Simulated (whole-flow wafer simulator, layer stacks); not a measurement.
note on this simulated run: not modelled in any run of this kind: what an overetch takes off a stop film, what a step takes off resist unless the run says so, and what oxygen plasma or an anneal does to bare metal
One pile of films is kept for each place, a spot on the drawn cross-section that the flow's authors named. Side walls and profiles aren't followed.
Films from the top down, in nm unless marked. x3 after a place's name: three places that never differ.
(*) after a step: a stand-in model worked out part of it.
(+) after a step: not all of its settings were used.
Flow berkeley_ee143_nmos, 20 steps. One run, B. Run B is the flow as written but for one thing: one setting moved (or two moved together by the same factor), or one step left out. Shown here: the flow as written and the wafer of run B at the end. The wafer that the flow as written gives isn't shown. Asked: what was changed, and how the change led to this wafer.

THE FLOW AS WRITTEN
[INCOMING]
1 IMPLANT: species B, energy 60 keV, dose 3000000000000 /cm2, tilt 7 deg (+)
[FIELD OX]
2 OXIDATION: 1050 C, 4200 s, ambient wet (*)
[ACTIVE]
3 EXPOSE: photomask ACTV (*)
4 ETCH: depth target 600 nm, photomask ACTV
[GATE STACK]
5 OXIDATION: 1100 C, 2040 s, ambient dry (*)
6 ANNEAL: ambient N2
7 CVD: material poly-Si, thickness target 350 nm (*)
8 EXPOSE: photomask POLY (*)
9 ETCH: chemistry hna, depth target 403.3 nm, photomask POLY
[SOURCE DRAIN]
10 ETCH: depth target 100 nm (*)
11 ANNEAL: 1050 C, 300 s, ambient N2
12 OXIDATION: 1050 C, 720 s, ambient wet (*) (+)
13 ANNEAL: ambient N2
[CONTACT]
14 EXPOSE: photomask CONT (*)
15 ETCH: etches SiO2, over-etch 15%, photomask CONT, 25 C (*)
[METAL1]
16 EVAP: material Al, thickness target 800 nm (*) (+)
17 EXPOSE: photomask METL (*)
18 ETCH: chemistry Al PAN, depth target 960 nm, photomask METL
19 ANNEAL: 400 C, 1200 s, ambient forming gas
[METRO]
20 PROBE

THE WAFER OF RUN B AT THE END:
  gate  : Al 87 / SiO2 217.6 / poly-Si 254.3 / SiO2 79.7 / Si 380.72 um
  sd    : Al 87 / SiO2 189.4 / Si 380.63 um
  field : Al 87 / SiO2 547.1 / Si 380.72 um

The cause: step 18, ETCH: depth target 713 nm was run, where the flow has depth target 960 nm.

How the change led to this, step by step:
  18 ETCH: chemistry Al PAN, depth target 960 nm, photomask METL
      gate, sd, field: Al -713 (as written it would be: Al -800 (all of it))
Counting metal films that touch as one body, gate has 1 body; the flow as written gives 0 bodies.
Counting metal films that touch as one body, sd has 1 body; the flow as written gives 0 bodies.
Counting metal films that touch as one body, field has 1 body; the flow as written gives 0 bodies.
